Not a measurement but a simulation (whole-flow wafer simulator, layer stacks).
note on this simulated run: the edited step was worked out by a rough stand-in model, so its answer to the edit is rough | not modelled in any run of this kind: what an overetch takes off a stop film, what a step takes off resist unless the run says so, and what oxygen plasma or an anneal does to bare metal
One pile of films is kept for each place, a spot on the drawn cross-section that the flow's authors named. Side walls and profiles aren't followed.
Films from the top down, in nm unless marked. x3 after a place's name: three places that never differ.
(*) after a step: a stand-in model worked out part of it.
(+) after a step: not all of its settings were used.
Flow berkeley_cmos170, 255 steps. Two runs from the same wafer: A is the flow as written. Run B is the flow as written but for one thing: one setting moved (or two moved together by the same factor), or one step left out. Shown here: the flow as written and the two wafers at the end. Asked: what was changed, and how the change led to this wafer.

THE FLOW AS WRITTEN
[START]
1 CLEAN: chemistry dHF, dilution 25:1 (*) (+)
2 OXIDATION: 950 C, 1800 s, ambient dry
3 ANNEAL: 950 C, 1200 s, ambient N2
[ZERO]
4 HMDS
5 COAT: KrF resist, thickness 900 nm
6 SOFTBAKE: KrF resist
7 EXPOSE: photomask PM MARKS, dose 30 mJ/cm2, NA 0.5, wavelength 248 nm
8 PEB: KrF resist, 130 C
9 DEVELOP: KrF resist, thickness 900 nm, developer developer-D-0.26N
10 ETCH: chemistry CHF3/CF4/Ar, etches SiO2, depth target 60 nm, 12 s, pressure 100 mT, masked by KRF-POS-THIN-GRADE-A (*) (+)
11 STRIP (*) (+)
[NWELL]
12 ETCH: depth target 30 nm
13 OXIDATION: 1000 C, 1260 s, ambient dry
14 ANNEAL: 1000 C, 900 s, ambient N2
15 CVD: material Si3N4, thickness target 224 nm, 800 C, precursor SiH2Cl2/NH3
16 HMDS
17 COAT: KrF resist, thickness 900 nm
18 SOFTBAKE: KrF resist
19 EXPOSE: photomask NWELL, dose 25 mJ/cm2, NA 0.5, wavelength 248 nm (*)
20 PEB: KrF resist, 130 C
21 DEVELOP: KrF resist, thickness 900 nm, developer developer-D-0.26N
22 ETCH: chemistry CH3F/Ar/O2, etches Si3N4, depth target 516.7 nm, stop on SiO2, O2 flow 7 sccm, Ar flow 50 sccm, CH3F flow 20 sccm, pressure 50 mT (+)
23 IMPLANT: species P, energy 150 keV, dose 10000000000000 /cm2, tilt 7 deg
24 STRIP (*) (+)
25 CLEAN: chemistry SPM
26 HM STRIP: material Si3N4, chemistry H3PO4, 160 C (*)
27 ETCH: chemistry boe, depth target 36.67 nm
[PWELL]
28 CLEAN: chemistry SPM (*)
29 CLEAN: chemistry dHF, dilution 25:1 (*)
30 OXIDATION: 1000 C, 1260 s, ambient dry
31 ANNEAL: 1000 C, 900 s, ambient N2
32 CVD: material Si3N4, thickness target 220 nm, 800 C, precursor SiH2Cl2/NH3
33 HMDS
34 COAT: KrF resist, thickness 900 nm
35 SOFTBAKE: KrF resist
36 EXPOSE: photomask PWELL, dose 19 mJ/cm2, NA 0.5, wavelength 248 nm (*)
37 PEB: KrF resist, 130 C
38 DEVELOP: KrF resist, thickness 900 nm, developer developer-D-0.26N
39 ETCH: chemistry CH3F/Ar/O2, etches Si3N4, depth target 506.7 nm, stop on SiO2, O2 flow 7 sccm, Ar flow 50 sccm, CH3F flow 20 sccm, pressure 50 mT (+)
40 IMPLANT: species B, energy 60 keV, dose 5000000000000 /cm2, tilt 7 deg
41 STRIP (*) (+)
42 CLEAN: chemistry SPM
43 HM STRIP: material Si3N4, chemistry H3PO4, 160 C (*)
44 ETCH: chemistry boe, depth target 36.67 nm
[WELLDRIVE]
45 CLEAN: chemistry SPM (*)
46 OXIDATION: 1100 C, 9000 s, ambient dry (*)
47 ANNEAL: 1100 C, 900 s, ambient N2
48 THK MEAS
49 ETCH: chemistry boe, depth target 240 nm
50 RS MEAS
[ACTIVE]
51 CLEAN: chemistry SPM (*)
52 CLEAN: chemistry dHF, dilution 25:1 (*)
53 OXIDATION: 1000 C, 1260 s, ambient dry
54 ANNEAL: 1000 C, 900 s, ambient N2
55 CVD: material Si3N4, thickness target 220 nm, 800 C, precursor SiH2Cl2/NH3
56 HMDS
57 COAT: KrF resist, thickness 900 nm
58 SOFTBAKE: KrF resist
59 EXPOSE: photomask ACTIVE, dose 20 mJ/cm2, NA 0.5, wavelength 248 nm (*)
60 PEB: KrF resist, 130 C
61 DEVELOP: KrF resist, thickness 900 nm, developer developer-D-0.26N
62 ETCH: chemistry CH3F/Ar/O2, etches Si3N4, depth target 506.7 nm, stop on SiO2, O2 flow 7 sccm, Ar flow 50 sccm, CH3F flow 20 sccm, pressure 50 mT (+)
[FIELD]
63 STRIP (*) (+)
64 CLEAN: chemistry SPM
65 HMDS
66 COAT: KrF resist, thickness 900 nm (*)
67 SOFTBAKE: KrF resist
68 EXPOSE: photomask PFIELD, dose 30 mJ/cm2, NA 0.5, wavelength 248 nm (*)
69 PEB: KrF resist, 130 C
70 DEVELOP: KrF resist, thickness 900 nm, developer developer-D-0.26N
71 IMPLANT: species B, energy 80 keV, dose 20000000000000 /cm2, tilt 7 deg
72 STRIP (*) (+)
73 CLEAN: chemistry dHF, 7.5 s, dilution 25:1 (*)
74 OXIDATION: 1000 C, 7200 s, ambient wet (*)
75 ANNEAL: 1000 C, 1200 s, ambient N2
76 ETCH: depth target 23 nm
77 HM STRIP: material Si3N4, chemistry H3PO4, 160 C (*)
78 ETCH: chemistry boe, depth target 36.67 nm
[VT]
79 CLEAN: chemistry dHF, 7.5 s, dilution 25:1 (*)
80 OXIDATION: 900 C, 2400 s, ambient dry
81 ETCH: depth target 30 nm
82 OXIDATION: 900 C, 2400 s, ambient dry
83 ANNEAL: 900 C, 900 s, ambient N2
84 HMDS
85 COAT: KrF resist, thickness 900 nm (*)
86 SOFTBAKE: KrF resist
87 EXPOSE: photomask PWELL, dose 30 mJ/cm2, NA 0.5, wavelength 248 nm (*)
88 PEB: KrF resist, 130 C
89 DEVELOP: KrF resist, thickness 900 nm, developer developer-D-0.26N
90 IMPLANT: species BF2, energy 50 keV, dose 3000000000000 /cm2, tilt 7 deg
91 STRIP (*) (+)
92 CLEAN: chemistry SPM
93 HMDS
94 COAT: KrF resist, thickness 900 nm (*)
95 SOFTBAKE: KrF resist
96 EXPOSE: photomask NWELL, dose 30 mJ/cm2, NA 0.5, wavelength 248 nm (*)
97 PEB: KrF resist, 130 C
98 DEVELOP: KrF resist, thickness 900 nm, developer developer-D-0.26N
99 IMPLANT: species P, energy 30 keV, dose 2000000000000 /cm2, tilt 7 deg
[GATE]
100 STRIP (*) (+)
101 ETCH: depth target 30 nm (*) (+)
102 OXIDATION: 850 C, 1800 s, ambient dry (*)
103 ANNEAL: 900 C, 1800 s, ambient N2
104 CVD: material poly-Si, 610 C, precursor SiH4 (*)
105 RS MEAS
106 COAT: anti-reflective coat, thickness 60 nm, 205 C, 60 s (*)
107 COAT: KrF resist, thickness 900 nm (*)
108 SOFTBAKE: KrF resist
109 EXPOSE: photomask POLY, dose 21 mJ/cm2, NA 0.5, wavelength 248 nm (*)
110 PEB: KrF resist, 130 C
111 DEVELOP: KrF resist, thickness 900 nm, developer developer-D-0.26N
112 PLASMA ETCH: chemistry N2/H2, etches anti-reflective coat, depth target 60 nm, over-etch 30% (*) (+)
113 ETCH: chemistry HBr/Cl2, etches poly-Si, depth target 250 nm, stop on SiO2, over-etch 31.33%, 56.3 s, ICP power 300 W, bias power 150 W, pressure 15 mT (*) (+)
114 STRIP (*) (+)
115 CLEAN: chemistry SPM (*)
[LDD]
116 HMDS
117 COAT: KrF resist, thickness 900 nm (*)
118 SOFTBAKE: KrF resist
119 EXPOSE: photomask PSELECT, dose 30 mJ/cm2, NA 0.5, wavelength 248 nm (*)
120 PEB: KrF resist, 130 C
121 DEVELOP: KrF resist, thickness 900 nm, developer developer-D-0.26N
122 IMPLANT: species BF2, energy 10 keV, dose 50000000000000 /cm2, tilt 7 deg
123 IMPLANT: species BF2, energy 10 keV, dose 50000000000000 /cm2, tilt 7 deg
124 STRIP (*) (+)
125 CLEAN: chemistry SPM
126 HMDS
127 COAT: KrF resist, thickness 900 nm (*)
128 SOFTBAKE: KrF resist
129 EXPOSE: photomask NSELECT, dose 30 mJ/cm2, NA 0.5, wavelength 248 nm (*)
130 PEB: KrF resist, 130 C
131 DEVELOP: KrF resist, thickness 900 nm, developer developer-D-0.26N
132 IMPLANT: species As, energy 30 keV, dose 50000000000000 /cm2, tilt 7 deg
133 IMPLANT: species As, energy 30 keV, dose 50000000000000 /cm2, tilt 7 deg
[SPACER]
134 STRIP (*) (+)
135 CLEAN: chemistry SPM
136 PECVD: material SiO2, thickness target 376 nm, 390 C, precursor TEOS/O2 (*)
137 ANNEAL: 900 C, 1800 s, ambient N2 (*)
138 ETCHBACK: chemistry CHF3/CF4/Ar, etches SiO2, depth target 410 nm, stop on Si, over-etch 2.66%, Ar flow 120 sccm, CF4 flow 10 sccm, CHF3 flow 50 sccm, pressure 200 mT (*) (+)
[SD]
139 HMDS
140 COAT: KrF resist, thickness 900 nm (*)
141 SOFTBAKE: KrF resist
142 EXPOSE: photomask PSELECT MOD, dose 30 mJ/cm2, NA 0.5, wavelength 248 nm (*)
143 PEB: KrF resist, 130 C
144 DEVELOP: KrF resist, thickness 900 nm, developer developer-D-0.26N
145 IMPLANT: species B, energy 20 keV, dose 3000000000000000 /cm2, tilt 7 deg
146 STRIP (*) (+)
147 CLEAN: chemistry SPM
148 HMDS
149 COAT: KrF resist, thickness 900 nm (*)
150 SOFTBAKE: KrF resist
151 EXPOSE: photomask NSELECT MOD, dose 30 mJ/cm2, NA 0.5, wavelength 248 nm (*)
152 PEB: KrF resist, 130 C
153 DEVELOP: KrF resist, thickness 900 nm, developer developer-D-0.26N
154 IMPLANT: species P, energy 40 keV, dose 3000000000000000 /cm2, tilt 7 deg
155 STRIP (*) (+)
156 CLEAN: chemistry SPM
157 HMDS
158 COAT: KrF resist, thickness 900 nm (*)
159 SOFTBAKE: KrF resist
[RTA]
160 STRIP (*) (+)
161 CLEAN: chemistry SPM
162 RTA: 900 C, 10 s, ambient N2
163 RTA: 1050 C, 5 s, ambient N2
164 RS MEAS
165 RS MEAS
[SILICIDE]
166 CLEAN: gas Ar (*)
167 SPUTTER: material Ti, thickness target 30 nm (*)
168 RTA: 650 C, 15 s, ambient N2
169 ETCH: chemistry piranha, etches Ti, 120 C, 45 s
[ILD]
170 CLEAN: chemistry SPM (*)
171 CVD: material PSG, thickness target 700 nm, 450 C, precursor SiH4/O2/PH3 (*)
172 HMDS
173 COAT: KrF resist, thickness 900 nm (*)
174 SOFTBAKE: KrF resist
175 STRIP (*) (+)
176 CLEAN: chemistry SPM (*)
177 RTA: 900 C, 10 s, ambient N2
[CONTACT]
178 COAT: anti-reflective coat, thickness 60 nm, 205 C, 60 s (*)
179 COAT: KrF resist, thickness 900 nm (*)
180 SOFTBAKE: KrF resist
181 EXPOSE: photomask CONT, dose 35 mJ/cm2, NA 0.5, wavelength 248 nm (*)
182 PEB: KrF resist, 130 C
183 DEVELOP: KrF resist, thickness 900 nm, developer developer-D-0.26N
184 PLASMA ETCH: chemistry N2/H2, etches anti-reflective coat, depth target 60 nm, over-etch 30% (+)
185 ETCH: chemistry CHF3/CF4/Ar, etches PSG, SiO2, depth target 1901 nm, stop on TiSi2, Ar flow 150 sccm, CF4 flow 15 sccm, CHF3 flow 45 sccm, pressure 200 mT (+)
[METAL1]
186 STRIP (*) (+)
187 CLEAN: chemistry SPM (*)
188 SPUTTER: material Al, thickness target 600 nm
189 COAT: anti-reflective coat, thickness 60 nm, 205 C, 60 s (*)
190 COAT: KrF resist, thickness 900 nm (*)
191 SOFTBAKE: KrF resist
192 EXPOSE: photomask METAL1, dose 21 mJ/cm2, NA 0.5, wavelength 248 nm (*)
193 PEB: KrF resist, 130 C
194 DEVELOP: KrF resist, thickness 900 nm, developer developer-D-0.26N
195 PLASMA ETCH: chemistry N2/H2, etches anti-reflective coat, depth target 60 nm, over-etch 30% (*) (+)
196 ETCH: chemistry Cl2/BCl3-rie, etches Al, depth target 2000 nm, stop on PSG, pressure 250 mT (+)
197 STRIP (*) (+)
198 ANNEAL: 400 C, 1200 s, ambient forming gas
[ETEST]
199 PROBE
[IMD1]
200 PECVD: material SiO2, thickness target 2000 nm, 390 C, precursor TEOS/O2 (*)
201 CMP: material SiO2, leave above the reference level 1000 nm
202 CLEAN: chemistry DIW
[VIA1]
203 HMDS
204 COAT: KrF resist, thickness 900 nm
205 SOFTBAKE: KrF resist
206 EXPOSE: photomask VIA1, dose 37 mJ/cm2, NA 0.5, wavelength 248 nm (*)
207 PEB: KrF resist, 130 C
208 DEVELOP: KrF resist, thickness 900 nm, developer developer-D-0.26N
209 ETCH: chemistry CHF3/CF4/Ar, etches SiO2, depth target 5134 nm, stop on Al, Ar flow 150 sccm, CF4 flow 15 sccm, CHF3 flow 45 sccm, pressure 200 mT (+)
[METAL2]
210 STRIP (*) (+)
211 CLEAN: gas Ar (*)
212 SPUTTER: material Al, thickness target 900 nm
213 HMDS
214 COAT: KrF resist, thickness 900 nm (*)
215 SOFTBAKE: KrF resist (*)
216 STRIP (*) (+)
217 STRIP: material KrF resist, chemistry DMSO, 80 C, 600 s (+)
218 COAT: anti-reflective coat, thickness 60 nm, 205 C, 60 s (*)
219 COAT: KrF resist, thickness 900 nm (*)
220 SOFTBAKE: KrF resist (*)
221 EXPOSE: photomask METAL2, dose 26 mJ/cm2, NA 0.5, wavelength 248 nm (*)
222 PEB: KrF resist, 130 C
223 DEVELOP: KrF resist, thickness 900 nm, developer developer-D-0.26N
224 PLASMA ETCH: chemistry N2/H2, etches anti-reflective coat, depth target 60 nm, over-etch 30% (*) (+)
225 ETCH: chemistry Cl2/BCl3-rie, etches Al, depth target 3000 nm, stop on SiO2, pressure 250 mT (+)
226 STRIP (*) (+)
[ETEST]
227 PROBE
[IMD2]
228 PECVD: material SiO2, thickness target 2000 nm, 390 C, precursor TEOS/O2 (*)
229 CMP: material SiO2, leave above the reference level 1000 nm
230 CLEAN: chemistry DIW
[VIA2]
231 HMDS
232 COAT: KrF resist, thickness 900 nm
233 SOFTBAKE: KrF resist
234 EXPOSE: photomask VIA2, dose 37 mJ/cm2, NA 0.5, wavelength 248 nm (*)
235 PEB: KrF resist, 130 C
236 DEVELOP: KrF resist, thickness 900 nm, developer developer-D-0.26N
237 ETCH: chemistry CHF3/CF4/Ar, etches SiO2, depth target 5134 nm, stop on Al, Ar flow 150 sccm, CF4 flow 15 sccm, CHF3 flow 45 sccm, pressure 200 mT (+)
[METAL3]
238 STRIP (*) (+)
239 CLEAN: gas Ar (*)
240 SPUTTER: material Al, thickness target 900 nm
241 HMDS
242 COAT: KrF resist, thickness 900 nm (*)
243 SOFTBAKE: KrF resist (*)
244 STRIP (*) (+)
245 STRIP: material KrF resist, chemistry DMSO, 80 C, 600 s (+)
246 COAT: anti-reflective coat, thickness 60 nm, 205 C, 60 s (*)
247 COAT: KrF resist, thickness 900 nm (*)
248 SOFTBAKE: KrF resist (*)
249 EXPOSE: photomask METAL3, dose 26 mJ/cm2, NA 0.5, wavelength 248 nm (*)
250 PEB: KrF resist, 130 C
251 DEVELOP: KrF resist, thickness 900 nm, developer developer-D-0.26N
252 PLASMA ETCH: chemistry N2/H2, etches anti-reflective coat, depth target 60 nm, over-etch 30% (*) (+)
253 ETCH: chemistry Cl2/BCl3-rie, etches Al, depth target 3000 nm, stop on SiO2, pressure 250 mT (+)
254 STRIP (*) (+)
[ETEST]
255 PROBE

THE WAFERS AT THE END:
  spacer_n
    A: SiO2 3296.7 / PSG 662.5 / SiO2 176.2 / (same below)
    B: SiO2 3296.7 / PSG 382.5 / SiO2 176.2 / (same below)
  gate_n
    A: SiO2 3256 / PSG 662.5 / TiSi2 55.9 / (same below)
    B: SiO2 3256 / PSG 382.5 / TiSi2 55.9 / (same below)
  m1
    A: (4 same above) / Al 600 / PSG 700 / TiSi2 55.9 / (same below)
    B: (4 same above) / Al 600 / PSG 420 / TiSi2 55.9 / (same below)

The cause: step 171, CVD: thickness target 420 nm was run, where the flow has thickness target 700 nm.
It can be read off the wafer: m1 has PSG 420, and step 171 as written asks for 700 nm.

How the change led to this, step by step:
  171 CVD: material PSG, thickness target 700 nm, 450 C, precursor SiH4/O2/PH3 (*)
      field, sd_n, spacer_n and 9 more: A PSG +700 (new film) | B PSG +420 (new film)
  178 COAT: anti-reflective coat, thickness 60 nm, 205 C, 60 s (*)
      field: A anti-reflective coat +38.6 (new film) | B anti-reflective coat +37.6 (new film)
      sd_n: A anti-reflective coat +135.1 (new film) | B anti-reflective coat +131.9 (new film)
      (and at 5 more places)
  184 PLASMA ETCH: chemistry N2/H2, etches anti-reflective coat, depth target 60 nm, over-etch 30% (+)
      field, sd_n, spacer_n and 8 more: A KrF resist -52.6 | B KrF resist -50.9
      contact: A anti-reflective coat -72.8 (all of it), PSG -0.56 | B anti-reflective coat -70.5 (all of it), PSG -0.54
  185 ETCH: chemistry CHF3/CF4/Ar, etches PSG, SiO2, depth target 1901 nm, stop on TiSi2, Ar flow 150 sccm, CF4 flow 15 sccm, CHF3 flow 45 sccm, pressure 200 mT (+)
      field, sd_n, spacer_n and 8 more: A KrF resist -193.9 | B KrF resist -123.9
      contact: A PSG -699.4 (all of it), TiSi2 -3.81 | B PSG -419.5 (all of it), TiSi2 -3.81
  186 STRIP (*) (+)
      field: A KrF resist -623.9 (all of it), anti-reflective coat -38.6 (all of it) | B KrF resist -695.1 (all of it), anti-reflective coat -37.6 (all of it)
      sd_n: A KrF resist -643.8 (all of it), anti-reflective coat -135.1 (all of it) | B KrF resist -717.1 (all of it), anti-reflective coat -131.9 (all of it)
      (and at 9 more places)
  188 SPUTTER: material Al, thickness target 600 nm
      contact: A Al +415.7 (new film) | B Al +491.3 (new film)
  189 COAT: anti-reflective coat, thickness 60 nm, 205 C, 60 s (*)
      field: A anti-reflective coat +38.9 (new film) | B anti-reflective coat +37.8 (new film)
      sd_n: A anti-reflective coat +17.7 (new film) | B anti-reflective coat +30 (new film)
      (and at 3 more places)
  190 COAT: KrF resist, thickness 900 nm (*)
      contact: A KrF resist +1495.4 (new film) | B KrF resist +1261.1 (new film)
  195 PLASMA ETCH: chemistry N2/H2, etches anti-reflective coat, depth target 60 nm, over-etch 30% (*) (+)
      field: A anti-reflective coat -38.9 (all of it) | B anti-reflective coat -37.8 (all of it)
      sd_n: A anti-reflective coat -17.7 (all of it) | B anti-reflective coat -30 (all of it)
      (and at 1 more place)
  197 STRIP (*) (+)
      contact: A KrF resist -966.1 (all of it), anti-reflective coat -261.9 (all of it) | B KrF resist -732.9 (all of it), anti-reflective coat -180.6 (all of it)
      via1: A KrF resist -392.8 (all of it), anti-reflective coat -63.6 (all of it) | B KrF resist -394.2 (all of it), anti-reflective coat -65 (all of it)
  200 PECVD: material SiO2, thickness target 2000 nm, 390 C, precursor TEOS/O2 (*)
      sd_n: A SiO2 +2000 (new film) | B SiO2 +2062.5 (new film)
      contact: A SiO2 +1949.3 (new film) | B SiO2 +2000 (new film)
  201 CMP: material SiO2, leave above the reference level 1000 nm
      sd_n: A SiO2 -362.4 | B SiO2 -424.9
      contact: A SiO2 -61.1 | B SiO2 -467.4
